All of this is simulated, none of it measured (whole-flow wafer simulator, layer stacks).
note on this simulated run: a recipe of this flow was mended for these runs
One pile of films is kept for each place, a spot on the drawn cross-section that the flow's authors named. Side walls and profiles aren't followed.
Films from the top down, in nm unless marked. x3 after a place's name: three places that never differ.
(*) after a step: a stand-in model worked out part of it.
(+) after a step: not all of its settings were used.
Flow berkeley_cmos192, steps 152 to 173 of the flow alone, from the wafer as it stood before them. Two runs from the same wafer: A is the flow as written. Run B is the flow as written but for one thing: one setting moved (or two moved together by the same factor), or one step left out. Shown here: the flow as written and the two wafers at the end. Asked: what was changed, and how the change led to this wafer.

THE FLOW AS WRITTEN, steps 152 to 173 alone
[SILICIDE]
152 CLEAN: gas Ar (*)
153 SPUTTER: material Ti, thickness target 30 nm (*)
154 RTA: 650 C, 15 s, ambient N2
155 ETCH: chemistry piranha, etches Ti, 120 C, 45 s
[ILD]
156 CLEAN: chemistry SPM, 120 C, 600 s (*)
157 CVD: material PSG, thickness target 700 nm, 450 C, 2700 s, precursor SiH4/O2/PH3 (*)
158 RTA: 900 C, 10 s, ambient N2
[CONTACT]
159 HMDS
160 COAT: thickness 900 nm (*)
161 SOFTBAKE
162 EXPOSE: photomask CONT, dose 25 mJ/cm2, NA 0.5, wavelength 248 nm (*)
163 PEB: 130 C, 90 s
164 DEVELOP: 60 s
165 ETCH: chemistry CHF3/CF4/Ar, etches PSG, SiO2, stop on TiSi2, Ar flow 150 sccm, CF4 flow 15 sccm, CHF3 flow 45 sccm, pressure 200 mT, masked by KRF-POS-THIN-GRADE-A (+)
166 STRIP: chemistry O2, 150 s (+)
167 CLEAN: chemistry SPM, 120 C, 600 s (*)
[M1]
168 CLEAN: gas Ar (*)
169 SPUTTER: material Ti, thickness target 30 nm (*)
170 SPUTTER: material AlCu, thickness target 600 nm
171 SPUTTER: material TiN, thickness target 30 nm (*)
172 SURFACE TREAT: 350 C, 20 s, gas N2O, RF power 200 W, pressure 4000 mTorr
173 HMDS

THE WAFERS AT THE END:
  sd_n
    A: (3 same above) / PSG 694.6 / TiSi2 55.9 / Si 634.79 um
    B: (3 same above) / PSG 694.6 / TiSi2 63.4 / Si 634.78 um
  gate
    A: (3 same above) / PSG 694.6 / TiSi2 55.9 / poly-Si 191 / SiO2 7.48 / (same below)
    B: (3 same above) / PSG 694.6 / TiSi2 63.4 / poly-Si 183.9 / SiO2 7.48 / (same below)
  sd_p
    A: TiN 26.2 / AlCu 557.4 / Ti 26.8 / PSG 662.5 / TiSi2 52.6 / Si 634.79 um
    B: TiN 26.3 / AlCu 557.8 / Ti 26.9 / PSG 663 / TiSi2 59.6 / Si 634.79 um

The cause: step 153, SPUTTER: thickness target 34 nm was run, where the flow has thickness target 30 nm.

How the change led to this, step by step:
  153 SPUTTER: material Ti, thickness target 30 nm (*)
      field, sd_n, spacer_n, gate, spacer_p, gate_p, contact, m1: A Ti +30 (new film) | B Ti +34 (new film)
      sd_p: A Ti +28.2 (new film) | B Ti +32 (new film)
  154 RTA: 650 C, 15 s, ambient N2
      sd_n, contact, m1: A Ti -23.4, TiSi first +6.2 (new film), TiSi2 C49 +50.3 (new film), Si -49 | B Ti -26.5, TiSi first +14.4 (new film), TiSi2 C49 +46 (new film), Si -50.6
      gate, gate_p: A Ti -23.4, TiSi first +6.2 (new film), TiSi2 C49 +50.3 (new film), poly-Si -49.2 | B Ti -26.5, TiSi first +14.4 (new film), TiSi2 C49 +46 (new film), poly-Si -50.8
      (and at 1 more place)
  155 ETCH: chemistry piranha, etches Ti, 120 C, 45 s
      sd_n, gate, gate_p, contact, m1: A Ti -6.6 (all of it), TiSi first -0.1 | B Ti -7.48 (all of it), TiSi first -0.1
      field, spacer_n, spacer_p: A Ti -30 (all of it) | B Ti -34 (all of it)
      (and at 1 more place)
  158 RTA: 900 C, 10 s, ambient N2
      sd_n, contact, m1: A under 1 film: TiSi2 +55.9 (new film), TiSi first -6.09 (all of it), TiSi2 C49 -50.3 (all of it), Si -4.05 | B under 1 film: TiSi2 +63.4 (new film), TiSi first -14.3 (all of it), TiSi2 C49 -46 (all of it), Si -9.51
      gate, gate_p: A under 1 film: TiSi2 +55.9 (new film), TiSi first -6.09 (all of it), TiSi2 C49 -50.3 (all of it), poly-Si -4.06 | B under 1 film: TiSi2 +63.4 (new film), TiSi first -14.3 (all of it), TiSi2 C49 -46 (all of it), poly-Si -9.55
      (and at 1 more place)
